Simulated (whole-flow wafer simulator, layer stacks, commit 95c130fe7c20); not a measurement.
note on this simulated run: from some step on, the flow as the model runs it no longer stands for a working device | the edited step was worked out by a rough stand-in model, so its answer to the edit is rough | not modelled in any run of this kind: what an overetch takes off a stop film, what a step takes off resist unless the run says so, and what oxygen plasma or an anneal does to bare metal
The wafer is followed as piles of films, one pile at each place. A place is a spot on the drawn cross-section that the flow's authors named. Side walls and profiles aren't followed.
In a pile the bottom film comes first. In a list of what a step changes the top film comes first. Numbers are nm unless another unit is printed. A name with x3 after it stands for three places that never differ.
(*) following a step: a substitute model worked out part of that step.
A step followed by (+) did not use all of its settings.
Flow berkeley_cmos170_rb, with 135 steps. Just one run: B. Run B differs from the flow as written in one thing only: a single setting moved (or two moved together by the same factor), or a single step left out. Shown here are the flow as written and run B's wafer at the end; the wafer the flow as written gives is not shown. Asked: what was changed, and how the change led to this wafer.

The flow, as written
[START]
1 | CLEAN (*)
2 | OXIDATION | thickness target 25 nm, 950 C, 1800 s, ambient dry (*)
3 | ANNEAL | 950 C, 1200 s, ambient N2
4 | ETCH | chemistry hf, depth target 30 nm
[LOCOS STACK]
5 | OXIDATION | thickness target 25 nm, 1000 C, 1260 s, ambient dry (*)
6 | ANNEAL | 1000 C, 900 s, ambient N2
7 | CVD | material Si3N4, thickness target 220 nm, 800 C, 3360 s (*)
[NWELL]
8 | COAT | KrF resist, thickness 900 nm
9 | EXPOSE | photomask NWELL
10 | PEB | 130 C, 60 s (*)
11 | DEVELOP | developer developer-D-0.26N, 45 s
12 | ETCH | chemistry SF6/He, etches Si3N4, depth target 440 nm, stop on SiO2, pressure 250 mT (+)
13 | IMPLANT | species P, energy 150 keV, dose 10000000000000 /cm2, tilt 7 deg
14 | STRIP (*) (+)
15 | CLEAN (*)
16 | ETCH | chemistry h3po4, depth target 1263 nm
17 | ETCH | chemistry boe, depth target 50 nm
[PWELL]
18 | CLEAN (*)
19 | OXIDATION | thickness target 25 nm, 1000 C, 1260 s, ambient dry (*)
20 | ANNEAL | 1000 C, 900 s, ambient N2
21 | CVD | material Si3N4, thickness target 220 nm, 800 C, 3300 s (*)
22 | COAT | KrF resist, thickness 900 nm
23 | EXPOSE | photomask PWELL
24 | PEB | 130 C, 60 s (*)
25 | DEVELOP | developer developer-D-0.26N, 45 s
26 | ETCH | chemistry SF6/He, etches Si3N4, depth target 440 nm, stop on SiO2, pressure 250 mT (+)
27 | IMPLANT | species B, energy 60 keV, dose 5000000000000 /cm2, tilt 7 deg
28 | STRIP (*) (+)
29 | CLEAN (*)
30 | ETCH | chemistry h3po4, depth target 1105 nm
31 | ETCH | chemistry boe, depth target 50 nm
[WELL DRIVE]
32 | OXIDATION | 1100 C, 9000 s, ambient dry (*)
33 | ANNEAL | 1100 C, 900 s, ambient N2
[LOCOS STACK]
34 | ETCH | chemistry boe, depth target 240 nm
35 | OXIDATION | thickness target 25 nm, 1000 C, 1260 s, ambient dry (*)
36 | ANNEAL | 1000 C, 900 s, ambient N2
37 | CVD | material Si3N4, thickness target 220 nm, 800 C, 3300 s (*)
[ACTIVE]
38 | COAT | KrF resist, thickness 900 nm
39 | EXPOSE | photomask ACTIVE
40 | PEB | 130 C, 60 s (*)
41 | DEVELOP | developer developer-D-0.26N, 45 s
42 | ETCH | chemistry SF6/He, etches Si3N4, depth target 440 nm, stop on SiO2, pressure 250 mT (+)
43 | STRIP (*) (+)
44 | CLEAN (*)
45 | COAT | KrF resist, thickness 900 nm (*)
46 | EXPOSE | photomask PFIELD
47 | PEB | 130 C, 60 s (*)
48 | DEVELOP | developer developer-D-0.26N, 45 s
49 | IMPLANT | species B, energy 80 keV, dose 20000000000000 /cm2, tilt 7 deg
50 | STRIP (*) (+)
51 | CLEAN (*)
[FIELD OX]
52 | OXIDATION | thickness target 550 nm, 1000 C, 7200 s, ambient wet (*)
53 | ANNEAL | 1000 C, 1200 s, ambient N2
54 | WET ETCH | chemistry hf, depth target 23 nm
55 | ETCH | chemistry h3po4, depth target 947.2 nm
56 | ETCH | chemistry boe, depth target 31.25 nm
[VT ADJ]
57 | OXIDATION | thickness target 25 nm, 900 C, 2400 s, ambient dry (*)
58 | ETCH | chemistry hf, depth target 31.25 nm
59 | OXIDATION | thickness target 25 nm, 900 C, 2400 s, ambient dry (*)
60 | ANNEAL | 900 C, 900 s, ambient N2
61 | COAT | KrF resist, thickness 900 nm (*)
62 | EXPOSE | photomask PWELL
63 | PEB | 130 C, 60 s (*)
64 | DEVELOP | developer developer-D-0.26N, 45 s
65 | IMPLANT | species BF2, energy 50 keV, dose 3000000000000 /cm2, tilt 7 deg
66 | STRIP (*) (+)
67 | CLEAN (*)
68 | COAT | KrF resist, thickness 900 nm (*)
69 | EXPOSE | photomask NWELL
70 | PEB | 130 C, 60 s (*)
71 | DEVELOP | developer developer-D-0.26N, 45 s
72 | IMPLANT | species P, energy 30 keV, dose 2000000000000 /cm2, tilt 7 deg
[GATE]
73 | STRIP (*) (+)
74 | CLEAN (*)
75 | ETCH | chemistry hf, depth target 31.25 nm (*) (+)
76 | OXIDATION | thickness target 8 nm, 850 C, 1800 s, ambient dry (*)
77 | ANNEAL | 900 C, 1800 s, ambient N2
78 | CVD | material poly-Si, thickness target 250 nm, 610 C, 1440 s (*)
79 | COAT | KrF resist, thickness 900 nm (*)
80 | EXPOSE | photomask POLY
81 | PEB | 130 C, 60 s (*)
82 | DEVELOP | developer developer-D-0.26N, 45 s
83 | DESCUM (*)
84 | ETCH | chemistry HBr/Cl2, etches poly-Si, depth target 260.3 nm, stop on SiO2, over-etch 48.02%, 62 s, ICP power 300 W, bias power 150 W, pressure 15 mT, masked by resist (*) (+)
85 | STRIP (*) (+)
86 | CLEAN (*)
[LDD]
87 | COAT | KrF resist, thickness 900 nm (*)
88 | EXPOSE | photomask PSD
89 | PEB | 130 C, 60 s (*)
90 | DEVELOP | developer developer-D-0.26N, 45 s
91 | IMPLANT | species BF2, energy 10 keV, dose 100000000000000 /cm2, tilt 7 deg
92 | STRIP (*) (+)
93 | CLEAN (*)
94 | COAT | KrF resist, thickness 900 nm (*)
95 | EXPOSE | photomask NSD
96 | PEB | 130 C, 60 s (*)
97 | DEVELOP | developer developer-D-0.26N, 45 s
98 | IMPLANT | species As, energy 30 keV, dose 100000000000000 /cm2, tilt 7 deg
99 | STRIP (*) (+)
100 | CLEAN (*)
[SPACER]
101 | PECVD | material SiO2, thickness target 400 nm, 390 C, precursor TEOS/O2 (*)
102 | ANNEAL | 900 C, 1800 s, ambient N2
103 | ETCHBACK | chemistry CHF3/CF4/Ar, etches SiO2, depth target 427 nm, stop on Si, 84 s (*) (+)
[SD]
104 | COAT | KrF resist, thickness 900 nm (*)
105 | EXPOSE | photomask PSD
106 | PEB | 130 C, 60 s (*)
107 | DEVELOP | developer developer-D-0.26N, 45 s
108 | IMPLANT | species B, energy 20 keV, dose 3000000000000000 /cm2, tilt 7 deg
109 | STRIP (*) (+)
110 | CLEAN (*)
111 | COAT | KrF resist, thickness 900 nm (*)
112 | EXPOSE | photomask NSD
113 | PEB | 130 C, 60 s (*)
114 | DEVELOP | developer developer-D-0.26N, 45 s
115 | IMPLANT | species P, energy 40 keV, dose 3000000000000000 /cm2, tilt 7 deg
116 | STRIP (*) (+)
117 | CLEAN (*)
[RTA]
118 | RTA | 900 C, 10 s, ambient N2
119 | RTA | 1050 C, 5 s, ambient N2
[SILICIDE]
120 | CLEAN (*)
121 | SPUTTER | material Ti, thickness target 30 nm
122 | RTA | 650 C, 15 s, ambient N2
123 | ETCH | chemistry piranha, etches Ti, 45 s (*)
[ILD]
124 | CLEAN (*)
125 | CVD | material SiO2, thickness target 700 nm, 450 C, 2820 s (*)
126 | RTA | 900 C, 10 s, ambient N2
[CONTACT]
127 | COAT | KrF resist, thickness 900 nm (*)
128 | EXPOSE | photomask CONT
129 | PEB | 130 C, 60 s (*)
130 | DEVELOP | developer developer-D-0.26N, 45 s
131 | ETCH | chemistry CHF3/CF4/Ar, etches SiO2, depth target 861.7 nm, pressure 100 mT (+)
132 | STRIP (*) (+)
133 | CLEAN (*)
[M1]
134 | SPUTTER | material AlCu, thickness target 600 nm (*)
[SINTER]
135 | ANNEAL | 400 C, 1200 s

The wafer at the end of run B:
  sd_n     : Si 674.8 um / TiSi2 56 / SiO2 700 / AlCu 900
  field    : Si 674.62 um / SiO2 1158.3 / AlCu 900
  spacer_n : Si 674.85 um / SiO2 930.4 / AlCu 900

Cause: step 134, SPUTTER: thickness target 900 nm was run, whereas the flow has thickness target 600 nm.
One can read it off the wafer: sd_n has AlCu 900, and step 134 as written asks for 600 nm.

Step by step, how the change led to this:
  134 | SPUTTER | material AlCu, thickness target 600 nm (*)
      field, sd_n, spacer_n, gate, spacer_p, gate_p, m1: +900 AlCu (new film) (in the flow as written it would be: +600 AlCu (new film))
      sd_p: +835.2 AlCu (new film) (in the flow as written it would be: +545.9 AlCu (new film))
      (as well as at 1 more place)
